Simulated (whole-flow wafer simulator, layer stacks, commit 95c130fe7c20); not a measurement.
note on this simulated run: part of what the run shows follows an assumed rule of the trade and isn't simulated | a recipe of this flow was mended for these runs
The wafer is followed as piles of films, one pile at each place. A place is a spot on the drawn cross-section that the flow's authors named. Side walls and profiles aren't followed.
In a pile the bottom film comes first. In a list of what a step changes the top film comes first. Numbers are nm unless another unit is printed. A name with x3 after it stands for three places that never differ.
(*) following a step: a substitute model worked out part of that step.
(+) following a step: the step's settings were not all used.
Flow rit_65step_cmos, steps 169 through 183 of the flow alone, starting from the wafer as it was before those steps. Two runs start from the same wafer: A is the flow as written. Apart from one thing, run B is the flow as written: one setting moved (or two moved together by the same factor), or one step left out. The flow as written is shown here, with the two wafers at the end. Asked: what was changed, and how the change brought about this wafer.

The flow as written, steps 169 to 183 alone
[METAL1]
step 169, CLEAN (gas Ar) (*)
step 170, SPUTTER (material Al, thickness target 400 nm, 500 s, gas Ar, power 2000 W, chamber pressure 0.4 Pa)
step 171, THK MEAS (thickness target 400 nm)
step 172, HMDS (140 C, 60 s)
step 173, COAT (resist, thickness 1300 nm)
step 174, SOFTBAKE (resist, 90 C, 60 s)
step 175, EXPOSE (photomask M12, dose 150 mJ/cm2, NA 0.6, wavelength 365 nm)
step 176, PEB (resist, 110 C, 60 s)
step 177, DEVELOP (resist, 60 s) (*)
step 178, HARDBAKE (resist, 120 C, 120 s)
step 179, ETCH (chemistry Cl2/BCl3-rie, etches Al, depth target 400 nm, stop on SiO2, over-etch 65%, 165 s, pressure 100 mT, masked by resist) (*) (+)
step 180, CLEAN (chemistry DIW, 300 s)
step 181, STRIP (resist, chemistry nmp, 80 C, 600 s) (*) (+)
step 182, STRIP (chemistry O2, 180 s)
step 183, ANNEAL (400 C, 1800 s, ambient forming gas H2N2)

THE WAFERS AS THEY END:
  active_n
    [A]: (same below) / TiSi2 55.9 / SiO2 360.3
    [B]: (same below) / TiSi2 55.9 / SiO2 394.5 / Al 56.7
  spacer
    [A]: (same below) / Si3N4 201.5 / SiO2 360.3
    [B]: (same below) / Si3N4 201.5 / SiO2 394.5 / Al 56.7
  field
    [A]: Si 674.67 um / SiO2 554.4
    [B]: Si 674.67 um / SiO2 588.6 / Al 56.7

The reason: step 179, ETCH: depth target 200 nm was run, whereas the flow has depth target 400 nm; step 179, ETCH: 82 s was run, where the flow has 165 s.

The path from the change to this, step by step:
  step 179, ETCH (chemistry Cl2/BCl3-rie, etches Al, depth target 400 nm, stop on SiO2, over-etch 65%, 165 s, pressure 100 mT, masked by resist) (*) (+)
      field, field_pw, field_nw and 9 more: A Al loses 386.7 (all of it), SiO2 loses 34.2 | B Al loses 330
      contact, m1: A resist loses 330 | B resist loses 165
  step 181, STRIP (resist, chemistry nmp, 80 C, 600 s) (*) (+)
      contact: A resist loses 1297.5 (all of it) | B resist loses 1462.5 (all of it)
      m1: A resist loses 818.2 (all of it) | B resist loses 983.2 (all of it)
If metal films that touch count as one body, active_n has 1 body; the flow as written gives 0 bodies.
If metal films that touch count as one body, spacer has 1 body; the flow as written gives 0 bodies.
If metal films that touch count as one body, field has 1 body; the flow as written gives 0 bodies.
